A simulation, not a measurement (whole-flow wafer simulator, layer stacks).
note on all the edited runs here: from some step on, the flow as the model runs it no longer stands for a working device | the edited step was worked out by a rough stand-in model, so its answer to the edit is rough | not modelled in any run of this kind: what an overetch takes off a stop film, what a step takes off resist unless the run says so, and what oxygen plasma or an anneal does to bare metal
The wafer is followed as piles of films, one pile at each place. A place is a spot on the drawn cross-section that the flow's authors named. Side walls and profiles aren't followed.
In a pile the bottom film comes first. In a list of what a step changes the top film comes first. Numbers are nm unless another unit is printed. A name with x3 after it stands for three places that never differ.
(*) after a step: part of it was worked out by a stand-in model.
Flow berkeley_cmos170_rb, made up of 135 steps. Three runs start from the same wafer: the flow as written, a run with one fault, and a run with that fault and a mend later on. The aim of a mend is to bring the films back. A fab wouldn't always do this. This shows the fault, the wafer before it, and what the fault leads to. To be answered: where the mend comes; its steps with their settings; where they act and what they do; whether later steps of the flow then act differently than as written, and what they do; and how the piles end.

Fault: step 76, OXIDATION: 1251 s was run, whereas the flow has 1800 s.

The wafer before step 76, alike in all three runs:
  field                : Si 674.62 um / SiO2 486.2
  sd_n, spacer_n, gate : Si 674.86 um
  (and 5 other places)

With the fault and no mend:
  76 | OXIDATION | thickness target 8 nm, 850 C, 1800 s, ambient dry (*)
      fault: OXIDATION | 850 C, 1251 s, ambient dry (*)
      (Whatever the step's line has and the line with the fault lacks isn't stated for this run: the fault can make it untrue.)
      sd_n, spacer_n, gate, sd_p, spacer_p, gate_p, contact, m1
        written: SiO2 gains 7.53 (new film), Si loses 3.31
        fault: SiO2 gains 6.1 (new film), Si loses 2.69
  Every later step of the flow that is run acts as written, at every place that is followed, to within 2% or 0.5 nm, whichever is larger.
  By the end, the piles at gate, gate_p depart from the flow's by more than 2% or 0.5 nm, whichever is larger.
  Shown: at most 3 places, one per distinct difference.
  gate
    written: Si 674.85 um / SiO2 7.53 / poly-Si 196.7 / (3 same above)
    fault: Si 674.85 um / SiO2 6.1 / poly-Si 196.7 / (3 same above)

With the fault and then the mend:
  The mend follows step 76.
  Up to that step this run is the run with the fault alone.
  76a | OXIDATION | 850 C, 549 s, ambient dry (*) (the flow's step 76 again, with other settings)
      sd_n, spacer_n, gate, sd_p, spacer_p, gate_p, contact, m1
        SiO2 gains 1.42, Si loses 0.63
      field
        SiO2 gains 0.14, Si loses 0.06
  Every later step of the flow that is run acts as written at every place that is followed.
  At every place that both follow, the piles at the end match the flow's.
